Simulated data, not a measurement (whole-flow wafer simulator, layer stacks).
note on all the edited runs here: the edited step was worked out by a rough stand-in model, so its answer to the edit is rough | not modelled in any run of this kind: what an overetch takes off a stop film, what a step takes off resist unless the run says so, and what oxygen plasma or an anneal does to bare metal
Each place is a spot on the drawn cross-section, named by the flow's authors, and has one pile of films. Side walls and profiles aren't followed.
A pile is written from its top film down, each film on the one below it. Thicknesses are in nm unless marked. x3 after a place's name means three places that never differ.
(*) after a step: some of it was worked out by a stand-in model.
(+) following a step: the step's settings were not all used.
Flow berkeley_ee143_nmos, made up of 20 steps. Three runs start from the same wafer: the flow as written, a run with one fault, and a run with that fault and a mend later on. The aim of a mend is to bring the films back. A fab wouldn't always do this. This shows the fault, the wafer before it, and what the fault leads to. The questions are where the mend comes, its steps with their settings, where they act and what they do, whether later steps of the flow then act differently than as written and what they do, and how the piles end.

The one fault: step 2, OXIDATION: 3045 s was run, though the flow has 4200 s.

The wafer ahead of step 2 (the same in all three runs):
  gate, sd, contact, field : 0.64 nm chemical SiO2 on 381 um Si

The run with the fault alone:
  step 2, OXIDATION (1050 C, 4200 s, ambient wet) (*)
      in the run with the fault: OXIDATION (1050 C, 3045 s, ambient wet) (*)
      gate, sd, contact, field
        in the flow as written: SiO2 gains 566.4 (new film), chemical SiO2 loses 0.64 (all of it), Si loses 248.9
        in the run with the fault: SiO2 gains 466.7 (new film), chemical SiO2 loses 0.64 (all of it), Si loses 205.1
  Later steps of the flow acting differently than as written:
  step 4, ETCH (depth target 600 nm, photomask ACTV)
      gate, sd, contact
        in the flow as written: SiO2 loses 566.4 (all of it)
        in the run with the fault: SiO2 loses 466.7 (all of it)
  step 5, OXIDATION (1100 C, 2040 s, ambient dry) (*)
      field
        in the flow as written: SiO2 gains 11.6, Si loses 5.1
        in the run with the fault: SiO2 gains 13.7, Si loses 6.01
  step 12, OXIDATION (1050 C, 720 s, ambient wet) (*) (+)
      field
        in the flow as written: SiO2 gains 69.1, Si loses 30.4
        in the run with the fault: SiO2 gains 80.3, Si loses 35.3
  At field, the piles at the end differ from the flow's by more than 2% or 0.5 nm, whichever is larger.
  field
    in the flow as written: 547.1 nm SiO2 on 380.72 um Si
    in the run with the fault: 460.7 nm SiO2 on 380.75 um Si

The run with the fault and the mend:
  The mend stands after step 2.
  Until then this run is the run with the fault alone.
  step 2a, OXIDATION (1050 C, 1155 s, ambient wet) (*) (the flow's step 2 again, with other settings)
      gate, sd, contact, field
        SiO2 gains 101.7, Si loses 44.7
  None of the later steps of the flow differs from how it acts as written, at any place that is followed, by more than 2% or 0.5 nm, whichever is larger.
  At the end the piles are close to the flow's at the places that both follow, differing by at most 2% or 0.5 nm, whichever is larger.
